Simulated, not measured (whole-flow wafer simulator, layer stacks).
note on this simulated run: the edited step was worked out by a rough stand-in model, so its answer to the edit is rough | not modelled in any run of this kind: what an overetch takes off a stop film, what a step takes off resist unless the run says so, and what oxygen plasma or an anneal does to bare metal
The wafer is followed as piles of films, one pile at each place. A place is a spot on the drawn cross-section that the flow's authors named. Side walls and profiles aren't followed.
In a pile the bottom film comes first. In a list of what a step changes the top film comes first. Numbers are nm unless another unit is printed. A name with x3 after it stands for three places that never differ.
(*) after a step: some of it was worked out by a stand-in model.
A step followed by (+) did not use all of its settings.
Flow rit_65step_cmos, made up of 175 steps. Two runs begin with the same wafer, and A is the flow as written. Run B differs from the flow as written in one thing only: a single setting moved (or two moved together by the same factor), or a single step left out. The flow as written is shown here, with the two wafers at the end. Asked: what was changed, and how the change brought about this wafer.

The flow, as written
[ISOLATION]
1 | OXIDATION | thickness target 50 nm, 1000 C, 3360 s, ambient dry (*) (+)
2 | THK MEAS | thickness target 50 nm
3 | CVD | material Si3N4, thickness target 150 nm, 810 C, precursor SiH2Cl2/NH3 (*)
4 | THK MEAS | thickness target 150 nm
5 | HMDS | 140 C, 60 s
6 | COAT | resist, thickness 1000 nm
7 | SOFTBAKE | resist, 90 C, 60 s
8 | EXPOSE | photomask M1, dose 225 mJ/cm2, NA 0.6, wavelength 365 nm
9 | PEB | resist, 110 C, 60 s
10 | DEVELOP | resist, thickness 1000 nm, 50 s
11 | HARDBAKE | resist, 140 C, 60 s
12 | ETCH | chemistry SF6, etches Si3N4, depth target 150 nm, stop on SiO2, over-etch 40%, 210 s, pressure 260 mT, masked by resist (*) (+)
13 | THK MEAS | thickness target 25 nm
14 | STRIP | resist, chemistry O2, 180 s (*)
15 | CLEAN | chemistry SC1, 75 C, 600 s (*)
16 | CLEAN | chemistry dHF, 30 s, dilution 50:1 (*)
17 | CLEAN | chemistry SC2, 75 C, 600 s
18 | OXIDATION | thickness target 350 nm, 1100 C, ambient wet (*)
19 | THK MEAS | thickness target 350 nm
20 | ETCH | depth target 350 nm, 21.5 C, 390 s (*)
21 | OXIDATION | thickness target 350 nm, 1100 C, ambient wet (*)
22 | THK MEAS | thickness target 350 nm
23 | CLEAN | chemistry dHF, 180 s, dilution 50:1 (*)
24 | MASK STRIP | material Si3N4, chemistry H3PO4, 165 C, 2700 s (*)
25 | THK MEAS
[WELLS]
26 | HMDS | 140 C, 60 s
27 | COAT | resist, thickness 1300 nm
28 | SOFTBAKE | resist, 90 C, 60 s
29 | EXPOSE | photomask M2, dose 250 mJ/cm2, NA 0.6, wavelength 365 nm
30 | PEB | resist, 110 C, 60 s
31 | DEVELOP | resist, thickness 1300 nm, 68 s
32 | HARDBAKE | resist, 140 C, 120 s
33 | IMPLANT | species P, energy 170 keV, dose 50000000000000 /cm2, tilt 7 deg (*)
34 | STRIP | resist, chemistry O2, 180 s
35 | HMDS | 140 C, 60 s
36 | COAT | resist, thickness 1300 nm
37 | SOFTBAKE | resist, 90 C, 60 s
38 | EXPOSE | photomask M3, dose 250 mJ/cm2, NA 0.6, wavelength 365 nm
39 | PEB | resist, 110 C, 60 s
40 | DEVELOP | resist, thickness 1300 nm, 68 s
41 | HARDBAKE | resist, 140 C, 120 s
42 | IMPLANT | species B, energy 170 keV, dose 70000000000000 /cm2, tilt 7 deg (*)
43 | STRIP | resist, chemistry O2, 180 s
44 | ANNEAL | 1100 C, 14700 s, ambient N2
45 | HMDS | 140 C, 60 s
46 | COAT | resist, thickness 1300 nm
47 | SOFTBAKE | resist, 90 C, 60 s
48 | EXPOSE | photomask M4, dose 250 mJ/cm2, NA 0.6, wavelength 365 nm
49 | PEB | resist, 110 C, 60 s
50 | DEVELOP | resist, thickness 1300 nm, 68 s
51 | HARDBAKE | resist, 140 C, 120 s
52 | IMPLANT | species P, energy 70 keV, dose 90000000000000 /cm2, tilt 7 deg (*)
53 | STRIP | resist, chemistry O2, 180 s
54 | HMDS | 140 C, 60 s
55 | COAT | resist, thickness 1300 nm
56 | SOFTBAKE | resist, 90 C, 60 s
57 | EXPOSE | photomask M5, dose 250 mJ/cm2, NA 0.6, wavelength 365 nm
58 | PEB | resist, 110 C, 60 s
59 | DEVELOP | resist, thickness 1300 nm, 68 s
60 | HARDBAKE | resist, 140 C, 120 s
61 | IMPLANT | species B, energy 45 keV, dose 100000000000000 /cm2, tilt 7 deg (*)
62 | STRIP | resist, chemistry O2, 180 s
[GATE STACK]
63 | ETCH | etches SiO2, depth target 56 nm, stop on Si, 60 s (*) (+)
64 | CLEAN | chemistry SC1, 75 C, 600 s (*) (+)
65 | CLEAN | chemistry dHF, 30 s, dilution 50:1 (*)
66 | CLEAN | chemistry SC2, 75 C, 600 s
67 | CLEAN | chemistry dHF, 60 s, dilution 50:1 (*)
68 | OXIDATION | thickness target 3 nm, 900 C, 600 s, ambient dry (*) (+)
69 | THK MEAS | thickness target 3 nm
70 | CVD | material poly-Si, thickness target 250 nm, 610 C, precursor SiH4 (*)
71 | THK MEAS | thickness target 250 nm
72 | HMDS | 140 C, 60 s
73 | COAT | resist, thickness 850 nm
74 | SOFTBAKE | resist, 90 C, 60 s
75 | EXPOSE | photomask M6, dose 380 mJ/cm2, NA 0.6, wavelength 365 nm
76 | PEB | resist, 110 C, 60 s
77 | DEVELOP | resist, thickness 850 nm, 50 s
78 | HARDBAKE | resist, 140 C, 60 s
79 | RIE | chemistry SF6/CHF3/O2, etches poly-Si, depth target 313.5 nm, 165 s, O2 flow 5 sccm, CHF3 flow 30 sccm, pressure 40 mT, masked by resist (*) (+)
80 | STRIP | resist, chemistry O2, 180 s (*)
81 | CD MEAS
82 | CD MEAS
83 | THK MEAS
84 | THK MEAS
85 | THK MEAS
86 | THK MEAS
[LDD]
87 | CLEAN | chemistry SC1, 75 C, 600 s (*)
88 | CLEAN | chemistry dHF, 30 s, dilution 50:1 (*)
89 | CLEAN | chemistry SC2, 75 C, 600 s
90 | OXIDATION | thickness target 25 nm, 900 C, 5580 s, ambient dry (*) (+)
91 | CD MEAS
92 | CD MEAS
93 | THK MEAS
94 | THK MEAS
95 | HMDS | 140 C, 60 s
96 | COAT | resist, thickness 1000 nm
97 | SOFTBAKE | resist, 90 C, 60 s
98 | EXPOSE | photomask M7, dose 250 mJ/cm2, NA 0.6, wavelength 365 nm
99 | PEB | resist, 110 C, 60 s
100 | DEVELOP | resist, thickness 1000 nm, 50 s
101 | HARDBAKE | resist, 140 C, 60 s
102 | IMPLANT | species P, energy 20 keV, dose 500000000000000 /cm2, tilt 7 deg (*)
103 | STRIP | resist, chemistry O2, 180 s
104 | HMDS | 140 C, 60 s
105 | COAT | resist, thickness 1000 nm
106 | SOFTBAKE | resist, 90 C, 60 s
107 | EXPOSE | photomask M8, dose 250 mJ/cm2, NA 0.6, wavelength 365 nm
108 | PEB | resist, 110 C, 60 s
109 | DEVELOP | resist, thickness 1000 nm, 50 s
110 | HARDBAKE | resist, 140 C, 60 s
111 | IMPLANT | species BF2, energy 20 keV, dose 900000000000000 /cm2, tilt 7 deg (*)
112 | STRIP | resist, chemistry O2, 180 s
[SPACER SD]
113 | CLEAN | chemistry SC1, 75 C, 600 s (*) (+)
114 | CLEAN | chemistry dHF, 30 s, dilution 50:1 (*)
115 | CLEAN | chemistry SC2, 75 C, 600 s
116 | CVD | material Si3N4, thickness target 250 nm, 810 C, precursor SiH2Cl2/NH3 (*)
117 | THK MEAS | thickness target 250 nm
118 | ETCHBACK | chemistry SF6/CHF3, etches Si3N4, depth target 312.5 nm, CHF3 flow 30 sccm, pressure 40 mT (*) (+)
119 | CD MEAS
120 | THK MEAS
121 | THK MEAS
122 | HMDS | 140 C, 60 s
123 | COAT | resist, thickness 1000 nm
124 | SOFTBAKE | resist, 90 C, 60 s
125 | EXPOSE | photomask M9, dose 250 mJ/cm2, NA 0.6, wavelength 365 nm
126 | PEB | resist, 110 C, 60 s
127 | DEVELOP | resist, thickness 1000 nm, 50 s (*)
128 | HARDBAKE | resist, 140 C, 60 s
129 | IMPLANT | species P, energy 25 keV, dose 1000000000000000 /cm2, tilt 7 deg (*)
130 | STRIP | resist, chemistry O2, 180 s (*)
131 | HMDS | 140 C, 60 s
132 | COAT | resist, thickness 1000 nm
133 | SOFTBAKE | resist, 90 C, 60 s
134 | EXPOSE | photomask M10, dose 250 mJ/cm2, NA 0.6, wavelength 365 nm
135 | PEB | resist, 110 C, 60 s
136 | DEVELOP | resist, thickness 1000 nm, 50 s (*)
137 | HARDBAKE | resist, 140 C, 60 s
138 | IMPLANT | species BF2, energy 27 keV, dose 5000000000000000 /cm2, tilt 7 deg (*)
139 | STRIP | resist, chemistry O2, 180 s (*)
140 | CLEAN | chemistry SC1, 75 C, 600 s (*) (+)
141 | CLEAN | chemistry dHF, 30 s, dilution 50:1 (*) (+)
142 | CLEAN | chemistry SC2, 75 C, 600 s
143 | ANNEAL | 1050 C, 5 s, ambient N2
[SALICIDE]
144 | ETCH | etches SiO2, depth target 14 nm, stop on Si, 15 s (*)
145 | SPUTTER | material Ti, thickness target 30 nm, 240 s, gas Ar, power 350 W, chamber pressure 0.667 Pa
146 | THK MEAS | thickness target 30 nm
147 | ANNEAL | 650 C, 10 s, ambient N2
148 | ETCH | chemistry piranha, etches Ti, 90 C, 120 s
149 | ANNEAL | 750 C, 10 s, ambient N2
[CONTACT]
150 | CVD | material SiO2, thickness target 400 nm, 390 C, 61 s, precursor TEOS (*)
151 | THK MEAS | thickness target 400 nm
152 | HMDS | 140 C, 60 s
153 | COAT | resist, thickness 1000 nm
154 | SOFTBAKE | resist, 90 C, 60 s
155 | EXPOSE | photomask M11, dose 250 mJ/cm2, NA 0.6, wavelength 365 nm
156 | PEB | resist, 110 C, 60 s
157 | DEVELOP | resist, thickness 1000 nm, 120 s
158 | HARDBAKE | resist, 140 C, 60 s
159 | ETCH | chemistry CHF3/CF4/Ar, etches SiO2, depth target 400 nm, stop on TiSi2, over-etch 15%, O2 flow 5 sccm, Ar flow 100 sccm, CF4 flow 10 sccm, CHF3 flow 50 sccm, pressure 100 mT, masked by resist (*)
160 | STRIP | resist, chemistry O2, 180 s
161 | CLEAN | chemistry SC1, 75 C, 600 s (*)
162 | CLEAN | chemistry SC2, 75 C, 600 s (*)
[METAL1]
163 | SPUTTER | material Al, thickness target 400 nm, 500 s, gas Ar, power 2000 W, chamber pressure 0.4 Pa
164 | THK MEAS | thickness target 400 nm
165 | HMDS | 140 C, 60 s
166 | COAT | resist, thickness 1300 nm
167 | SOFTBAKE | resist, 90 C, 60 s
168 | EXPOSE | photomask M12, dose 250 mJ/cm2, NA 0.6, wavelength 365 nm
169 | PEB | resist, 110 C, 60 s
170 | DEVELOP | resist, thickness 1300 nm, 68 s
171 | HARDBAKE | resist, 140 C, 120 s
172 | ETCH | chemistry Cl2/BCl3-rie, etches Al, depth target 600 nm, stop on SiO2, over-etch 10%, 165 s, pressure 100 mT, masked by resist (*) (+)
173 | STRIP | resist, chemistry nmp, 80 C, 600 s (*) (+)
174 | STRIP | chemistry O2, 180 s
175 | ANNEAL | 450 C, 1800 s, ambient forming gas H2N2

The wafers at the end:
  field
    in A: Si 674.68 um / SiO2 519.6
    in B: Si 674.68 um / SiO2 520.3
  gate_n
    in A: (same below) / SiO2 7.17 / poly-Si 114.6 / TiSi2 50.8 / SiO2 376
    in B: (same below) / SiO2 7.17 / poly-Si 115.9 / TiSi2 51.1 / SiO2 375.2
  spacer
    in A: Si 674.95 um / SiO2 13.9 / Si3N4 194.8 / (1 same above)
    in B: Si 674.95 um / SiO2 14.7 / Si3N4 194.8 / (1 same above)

Cause: step 102, IMPLANT: dose 350000000000000 /cm2 was run, whereas the flow has dose 500000000000000 /cm2.

How this came from the change, step by step:
  114 | CLEAN | chemistry dHF, 30 s, dilution 50:1 (*)
      field, active_n, gate_n, spacer, sd_n, contact, m1: A SiO2 loses 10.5 | B SiO2 loses 9.78
  118 | ETCHBACK | chemistry SF6/CHF3, etches Si3N4, depth target 312.5 nm, CHF3 flow 30 sccm, pressure 40 mT (*) (+)
      gate_n: A Si3N4 loses 250 (all of it), SiO2 loses 16.3 (all of it), poly-Si loses 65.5 | B Si3N4 loses 250 (all of it), SiO2 loses 17.1 (all of it), poly-Si loses 64
